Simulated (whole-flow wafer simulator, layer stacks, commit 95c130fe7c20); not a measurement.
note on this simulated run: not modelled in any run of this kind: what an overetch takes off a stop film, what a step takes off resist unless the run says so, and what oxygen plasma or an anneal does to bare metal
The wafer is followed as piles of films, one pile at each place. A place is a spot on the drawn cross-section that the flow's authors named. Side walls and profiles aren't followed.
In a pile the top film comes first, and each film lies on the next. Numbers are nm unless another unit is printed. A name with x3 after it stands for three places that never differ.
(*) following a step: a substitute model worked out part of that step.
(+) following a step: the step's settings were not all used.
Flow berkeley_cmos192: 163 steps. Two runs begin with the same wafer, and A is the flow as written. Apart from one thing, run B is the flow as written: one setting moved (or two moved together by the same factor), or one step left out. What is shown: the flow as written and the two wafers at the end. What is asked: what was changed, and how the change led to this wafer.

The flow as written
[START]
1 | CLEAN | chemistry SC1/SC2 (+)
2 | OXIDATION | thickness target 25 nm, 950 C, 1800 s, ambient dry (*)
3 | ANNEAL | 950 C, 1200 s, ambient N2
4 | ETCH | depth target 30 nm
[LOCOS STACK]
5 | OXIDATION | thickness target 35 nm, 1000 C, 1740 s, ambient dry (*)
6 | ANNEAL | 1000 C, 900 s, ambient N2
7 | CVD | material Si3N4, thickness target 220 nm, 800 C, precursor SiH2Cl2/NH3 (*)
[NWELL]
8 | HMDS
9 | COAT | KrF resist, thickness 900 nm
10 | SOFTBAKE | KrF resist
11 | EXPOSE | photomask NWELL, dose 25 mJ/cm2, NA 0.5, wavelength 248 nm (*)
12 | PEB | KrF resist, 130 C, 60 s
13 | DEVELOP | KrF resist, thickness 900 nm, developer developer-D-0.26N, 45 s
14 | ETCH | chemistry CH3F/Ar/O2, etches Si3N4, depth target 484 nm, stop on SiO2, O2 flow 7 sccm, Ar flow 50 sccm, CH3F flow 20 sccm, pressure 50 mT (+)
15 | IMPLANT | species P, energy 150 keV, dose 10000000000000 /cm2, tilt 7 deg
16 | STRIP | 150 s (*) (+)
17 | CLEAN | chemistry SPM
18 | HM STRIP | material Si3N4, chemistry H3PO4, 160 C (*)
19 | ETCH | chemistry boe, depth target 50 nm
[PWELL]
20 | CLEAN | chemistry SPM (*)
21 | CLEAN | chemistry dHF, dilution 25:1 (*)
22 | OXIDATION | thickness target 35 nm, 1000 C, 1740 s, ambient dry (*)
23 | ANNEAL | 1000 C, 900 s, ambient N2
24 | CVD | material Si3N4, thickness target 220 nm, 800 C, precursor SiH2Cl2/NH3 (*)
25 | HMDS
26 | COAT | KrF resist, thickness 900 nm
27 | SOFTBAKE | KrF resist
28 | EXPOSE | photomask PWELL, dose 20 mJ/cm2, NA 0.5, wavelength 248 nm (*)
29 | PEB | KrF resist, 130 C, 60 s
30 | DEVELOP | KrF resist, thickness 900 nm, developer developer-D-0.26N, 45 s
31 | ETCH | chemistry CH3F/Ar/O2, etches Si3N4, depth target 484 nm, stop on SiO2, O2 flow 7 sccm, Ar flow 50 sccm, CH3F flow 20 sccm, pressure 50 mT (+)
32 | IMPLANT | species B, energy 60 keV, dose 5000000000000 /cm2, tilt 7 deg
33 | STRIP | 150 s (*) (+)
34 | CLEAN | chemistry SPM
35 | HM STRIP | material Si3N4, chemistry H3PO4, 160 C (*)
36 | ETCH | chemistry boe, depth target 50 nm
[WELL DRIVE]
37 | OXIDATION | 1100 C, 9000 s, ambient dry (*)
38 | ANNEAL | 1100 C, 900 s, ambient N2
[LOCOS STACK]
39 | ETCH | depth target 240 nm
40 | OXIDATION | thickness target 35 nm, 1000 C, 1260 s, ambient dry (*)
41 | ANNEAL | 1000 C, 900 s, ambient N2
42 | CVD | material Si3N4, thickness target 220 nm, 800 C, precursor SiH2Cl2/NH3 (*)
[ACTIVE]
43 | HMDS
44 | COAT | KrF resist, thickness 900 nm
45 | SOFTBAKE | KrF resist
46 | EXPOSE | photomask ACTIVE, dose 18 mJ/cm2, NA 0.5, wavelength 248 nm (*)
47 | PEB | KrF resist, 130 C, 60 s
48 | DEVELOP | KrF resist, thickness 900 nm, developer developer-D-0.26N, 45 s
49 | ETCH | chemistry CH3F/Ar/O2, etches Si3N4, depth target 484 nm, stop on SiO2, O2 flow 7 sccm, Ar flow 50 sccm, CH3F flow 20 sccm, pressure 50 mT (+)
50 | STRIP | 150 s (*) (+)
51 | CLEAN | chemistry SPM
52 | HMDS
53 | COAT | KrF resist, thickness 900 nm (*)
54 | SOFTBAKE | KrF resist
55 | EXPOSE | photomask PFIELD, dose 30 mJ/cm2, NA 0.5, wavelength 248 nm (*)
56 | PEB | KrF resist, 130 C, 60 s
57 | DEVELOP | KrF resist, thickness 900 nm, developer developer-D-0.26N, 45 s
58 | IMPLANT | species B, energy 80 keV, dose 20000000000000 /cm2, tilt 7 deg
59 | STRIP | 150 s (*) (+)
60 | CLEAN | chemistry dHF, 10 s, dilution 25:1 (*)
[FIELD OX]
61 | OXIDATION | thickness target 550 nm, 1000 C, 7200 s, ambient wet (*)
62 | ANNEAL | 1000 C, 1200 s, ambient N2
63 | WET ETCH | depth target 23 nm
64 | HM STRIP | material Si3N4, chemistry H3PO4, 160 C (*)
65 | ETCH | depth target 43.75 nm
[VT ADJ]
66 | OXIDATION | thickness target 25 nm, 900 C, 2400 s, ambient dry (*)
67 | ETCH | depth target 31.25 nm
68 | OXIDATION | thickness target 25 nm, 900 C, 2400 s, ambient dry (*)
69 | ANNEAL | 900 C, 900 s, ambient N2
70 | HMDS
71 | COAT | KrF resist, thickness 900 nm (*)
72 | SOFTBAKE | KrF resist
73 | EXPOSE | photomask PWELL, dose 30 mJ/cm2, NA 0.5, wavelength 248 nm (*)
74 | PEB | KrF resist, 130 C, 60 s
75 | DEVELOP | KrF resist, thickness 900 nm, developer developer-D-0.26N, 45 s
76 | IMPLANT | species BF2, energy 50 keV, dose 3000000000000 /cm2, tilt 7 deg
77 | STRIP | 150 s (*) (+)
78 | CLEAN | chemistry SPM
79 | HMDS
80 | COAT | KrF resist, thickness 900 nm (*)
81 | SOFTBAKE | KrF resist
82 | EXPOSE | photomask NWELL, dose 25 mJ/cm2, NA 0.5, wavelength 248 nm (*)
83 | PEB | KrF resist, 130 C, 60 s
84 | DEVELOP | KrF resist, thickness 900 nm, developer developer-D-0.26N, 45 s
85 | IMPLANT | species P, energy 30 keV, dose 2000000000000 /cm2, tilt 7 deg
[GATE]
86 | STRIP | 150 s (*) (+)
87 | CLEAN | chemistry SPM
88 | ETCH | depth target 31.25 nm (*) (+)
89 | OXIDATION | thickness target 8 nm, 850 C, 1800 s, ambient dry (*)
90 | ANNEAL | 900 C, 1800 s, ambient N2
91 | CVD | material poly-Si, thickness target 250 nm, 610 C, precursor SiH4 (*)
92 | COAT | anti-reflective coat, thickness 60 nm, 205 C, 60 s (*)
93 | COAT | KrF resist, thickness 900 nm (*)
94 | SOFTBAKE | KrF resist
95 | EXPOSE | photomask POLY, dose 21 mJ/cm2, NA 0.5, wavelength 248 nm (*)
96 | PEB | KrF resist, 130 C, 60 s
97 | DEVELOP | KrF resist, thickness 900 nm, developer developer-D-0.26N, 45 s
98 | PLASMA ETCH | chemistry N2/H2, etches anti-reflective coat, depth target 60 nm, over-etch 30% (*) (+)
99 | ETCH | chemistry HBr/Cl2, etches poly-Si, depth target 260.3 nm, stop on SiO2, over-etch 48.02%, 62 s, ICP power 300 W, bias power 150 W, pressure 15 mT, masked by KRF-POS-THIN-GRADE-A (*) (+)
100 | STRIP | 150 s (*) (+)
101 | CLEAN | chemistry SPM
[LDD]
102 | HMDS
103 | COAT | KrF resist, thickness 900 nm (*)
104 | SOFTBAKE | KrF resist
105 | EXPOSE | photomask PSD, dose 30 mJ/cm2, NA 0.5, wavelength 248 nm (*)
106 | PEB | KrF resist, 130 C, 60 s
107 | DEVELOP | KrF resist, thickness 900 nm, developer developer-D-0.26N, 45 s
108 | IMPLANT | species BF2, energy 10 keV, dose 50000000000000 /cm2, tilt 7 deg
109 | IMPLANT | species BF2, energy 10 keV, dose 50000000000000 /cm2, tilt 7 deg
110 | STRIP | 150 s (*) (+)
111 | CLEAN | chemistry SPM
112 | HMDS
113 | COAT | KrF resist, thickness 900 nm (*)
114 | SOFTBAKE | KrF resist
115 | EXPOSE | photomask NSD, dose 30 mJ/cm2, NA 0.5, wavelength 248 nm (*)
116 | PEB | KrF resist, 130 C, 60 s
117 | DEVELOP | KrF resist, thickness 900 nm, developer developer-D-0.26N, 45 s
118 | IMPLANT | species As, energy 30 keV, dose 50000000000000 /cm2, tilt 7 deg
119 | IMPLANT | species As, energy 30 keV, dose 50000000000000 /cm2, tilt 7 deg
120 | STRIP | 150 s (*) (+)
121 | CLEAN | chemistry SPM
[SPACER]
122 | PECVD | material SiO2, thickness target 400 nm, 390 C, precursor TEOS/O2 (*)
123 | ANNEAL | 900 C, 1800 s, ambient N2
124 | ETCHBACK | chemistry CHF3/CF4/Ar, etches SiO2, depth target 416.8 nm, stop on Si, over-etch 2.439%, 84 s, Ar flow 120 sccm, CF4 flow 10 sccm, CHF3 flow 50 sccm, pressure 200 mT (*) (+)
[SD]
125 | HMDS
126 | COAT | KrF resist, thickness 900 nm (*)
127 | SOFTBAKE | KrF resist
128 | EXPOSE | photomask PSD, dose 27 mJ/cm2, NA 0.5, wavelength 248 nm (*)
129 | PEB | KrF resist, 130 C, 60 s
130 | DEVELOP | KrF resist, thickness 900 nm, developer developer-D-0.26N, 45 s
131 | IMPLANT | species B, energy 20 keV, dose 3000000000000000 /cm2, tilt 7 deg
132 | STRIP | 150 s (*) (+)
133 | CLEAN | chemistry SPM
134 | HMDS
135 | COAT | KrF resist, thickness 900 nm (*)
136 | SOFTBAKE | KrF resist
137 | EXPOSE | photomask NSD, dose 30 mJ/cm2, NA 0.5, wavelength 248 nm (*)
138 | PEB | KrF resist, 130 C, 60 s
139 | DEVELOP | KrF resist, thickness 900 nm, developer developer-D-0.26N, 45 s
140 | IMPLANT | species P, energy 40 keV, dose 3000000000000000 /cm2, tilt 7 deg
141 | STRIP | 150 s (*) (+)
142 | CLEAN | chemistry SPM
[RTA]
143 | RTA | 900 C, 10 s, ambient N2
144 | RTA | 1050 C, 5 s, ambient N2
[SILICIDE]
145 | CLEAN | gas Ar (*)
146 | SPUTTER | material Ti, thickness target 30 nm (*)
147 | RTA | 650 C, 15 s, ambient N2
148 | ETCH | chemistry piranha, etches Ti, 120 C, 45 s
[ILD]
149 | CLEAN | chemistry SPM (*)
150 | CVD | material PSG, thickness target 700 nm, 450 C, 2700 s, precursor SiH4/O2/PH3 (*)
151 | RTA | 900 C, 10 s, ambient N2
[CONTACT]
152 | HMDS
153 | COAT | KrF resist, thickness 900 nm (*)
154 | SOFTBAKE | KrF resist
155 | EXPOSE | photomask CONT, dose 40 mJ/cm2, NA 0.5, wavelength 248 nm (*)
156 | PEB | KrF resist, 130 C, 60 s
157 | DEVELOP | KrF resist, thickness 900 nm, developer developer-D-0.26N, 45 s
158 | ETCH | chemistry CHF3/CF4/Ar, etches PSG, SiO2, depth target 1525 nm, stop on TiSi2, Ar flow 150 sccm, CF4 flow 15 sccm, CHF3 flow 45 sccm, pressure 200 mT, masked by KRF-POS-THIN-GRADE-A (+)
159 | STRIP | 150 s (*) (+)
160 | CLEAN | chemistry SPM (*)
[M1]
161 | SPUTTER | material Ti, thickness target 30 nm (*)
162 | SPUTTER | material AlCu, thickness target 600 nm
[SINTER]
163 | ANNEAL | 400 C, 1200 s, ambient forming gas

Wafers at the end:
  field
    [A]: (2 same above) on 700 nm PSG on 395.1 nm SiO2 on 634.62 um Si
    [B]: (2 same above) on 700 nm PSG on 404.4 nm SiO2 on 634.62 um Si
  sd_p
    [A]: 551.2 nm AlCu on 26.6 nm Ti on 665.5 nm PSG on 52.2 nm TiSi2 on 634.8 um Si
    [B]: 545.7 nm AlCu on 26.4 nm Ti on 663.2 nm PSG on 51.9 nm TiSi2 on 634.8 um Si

Cause: step 67, ETCH: depth target 21.88 nm was run, though the flow has depth target 31.25 nm.

Step by step, how the change led to this:
  67 | ETCH | depth target 31.25 nm
      field: A SiO2 loses 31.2 | B SiO2 loses 21.9
  92 | COAT | anti-reflective coat, thickness 60 nm, 205 C, 60 s (*)
      sd_n: A anti-reflective coat gains 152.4 (new film) | B anti-reflective coat gains 159 (new film)
      spacer_n: A anti-reflective coat gains 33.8 (new film) | B anti-reflective coat gains 31.5 (new film)
      (as well as at 4 more places)
  98 | PLASMA ETCH | chemistry N2/H2, etches anti-reflective coat, depth target 60 nm, over-etch 30% (*) (+)
      sd_n: A anti-reflective coat loses 152.4 (all of it), poly-Si loses 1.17 | B anti-reflective coat loses 159 (all of it), poly-Si loses 1.22
      spacer_n: A anti-reflective coat loses 33.8 (all of it), poly-Si loses 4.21 | B anti-reflective coat loses 31.5 (all of it), poly-Si loses 4.49
      (as well as at 2 more places)
  100 | STRIP | 150 s (*) (+)
      gate: A chemical SiO2 gains 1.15 (new film), KrF resist loses 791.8 (all of it), anti-reflective coat loses 30 (all of it), poly-Si loses 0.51 | B chemical SiO2 gains 1.15 (new film), KrF resist loses 799.7 (all of it), anti-reflective coat loses 27.6 (all of it), poly-Si loses 0.51
      gate_p: A chemical SiO2 gains 1.15 (new film), KrF resist loses 765.1 (all of it), anti-reflective coat loses 31 (all of it), poly-Si loses 0.51 | B chemical SiO2 gains 1.15 (new film), KrF resist loses 770.3 (all of it), anti-reflective coat loses 29.3 (all of it), poly-Si loses 0.51
